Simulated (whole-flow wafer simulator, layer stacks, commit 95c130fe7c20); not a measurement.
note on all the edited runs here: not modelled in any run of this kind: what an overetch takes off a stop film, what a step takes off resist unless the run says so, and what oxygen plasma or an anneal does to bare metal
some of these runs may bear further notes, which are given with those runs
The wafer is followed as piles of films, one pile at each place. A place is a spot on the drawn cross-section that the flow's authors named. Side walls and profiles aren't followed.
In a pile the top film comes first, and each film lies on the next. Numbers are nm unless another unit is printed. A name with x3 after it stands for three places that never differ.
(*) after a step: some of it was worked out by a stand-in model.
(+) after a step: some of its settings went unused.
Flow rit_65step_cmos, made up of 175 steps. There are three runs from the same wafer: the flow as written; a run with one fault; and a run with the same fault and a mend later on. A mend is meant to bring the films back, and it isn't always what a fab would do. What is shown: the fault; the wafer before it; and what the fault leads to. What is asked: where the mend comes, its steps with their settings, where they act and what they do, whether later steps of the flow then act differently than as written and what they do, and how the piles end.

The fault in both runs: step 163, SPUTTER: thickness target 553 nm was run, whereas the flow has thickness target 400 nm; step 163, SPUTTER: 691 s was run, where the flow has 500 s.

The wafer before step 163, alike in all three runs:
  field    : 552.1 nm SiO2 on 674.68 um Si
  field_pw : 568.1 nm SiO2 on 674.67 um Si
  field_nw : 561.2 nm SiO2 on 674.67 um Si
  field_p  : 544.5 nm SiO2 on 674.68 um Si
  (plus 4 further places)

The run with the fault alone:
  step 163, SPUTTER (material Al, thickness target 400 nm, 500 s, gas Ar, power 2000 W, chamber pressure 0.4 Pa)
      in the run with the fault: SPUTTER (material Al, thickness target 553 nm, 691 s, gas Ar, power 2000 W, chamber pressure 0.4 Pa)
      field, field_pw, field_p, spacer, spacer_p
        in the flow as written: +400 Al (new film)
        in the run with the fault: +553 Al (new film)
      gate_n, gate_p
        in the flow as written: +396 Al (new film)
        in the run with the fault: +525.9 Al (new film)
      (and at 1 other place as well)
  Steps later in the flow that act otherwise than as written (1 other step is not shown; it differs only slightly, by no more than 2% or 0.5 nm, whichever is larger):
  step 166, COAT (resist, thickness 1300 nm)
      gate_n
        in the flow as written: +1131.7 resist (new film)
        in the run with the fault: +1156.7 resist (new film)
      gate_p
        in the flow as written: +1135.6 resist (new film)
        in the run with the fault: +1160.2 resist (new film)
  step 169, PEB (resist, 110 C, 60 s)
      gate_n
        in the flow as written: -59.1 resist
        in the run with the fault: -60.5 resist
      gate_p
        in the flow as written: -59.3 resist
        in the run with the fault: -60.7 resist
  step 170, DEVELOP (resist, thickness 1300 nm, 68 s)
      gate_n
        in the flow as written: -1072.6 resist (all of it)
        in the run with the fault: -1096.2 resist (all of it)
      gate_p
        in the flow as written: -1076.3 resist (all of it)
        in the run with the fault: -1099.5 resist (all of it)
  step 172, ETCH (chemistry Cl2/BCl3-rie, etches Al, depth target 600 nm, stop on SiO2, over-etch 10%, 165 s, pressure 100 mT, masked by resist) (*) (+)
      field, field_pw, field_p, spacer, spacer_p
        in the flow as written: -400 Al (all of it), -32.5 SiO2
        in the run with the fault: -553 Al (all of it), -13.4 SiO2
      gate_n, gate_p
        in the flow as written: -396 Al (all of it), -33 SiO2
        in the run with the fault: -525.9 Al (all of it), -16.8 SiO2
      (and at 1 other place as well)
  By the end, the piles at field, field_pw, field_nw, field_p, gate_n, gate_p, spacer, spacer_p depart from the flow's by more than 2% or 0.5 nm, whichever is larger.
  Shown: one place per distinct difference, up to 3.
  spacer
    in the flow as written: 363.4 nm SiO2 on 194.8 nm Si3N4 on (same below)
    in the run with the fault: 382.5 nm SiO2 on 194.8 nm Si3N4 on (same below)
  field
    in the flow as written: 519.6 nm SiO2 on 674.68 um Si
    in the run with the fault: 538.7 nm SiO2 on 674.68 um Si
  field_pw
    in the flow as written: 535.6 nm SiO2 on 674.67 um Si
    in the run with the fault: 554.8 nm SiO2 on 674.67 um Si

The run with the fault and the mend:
  The mend follows step 164.
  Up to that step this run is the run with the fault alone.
  step 164a, ETCH (chemistry al pan, depth target 631.9 nm)
      field, field_pw, field_nw, field_p, spacer, spacer_p
        -553 Al (all of it)
      gate_n, gate_p
        -525.9 Al (all of it)
  step 164b, SPUTTER (material Al, thickness target 400 nm, 500 s, gas Ar, power 2000 W, chamber pressure 0.4 Pa) (a further turn of the flow's step 163)
      field, field_pw, field_p, spacer, spacer_p
        +400 Al (new film)
      gate_n, gate_p
        +396 Al (new film)
      field_nw
        +397.2 Al (new film)
  None of the later steps of the flow acts differently than as written at any place that is followed.
  The piles end the same as the flow's at every place that both follow.
